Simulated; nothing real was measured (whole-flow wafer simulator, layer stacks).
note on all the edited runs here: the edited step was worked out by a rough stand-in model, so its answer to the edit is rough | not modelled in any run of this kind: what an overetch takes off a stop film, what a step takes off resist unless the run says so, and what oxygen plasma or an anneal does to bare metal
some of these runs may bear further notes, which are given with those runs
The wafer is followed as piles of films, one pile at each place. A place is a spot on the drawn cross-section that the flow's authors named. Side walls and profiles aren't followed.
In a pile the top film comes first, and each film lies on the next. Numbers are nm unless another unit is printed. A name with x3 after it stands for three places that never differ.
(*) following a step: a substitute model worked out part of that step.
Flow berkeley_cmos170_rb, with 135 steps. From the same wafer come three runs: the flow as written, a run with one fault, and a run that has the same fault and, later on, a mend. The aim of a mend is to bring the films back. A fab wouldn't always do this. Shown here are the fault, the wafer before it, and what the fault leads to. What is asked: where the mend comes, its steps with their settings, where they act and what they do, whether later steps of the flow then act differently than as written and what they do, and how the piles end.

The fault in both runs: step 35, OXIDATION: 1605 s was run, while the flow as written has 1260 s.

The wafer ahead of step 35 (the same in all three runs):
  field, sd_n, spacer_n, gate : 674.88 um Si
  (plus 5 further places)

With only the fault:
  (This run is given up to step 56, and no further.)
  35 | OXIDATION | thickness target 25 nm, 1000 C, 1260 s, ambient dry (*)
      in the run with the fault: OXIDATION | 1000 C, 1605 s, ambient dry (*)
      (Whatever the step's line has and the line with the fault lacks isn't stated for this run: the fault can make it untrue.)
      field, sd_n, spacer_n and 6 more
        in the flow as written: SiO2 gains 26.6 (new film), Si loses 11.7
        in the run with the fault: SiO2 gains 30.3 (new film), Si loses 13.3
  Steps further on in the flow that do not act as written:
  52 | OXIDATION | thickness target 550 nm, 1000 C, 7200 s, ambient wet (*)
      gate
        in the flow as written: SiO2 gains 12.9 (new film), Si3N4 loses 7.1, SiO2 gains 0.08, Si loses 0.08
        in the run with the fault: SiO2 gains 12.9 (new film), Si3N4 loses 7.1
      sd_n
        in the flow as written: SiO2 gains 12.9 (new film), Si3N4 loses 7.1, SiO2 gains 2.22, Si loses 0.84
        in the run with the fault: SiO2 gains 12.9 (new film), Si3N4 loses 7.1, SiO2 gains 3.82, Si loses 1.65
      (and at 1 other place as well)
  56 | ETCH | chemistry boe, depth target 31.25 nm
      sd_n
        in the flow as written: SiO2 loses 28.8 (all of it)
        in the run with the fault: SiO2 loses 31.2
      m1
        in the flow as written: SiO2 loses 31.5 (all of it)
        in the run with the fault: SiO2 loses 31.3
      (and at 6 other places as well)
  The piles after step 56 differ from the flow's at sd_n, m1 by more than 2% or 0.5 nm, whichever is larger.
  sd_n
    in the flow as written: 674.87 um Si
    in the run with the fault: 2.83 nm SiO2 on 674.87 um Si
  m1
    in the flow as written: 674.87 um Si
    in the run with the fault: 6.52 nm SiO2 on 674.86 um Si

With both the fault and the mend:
  The mend stands after step 36.
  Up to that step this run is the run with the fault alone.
  36a | WET ETCH | chemistry hf, depth target 35 nm
      field, sd_n, spacer_n and 6 more
        SiO2 loses 30.3 (all of it)
  36b | CLEAN (*) (the flow's step 29, run once more)
      alters no film at any place that is followed
  36c | OXIDATION | 1000 C, 1260 s, ambient dry (*) (the flow's step 35, run once more with other settings)
      field, sd_n, spacer_n and 6 more
        SiO2 gains 26.6 (new film), Si loses 11.7
  None of the later steps of the flow acts differently than as written at any place that is followed.
  The piles end only slightly different from the flow's at the places that both follow, by no more than 2% or 0.5 nm, whichever is larger.
